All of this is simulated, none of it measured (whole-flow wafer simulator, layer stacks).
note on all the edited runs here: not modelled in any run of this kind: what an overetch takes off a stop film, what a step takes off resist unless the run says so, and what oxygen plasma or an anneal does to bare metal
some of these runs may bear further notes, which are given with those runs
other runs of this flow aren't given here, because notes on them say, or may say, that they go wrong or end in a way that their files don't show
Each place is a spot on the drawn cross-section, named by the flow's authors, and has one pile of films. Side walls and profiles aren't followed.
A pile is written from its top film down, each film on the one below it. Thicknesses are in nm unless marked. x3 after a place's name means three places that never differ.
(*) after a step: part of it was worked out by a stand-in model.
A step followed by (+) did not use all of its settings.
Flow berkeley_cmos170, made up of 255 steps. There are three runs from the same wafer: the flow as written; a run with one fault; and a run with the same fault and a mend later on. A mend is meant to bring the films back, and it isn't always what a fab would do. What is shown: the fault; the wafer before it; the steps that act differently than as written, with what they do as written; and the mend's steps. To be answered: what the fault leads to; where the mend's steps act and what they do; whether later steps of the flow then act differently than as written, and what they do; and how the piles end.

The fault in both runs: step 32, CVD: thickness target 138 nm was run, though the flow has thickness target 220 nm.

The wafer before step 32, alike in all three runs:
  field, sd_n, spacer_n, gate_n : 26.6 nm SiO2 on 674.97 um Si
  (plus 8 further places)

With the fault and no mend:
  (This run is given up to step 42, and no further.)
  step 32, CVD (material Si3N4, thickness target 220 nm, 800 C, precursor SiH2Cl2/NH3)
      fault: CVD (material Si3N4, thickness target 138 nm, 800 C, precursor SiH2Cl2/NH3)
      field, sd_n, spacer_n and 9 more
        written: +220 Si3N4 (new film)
        fault: +138 Si3N4 (new film)
  Steps further on in the flow that do not act as written:
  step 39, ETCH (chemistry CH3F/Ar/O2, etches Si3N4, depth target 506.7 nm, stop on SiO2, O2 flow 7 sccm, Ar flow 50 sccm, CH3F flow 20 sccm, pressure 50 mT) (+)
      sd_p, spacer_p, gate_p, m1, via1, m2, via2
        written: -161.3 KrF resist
        fault: -106.7 KrF resist
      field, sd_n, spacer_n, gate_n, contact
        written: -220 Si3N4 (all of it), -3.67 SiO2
        fault: -138 Si3N4 (all of it), -3.67 SiO2
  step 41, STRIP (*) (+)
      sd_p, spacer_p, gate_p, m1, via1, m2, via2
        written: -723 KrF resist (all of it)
        fault: -777.7 KrF resist (all of it)
  After step 42, at sd_p, spacer_p, gate_p, m1, via1, m2, via2, the piles differ from the flow's by more than 2% or 0.5 nm, whichever is larger.
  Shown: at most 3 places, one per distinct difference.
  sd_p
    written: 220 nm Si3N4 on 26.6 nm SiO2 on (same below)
    fault: 138 nm Si3N4 on 26.6 nm SiO2 on (same below)

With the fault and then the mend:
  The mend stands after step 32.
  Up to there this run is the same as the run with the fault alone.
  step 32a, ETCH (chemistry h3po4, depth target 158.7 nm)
      field, sd_n, spacer_n and 9 more
        -138 Si3N4 (all of it)
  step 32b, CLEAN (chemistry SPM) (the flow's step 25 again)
      alters no film at any place that is followed
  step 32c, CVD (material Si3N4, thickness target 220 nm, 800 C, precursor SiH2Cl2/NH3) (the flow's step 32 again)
      field, sd_n, spacer_n and 9 more
        +220 Si3N4 (new film)
  Later steps of the flow that are run all act as written at every place that is followed.
  The piles end the same as the flow's at every place that both follow.
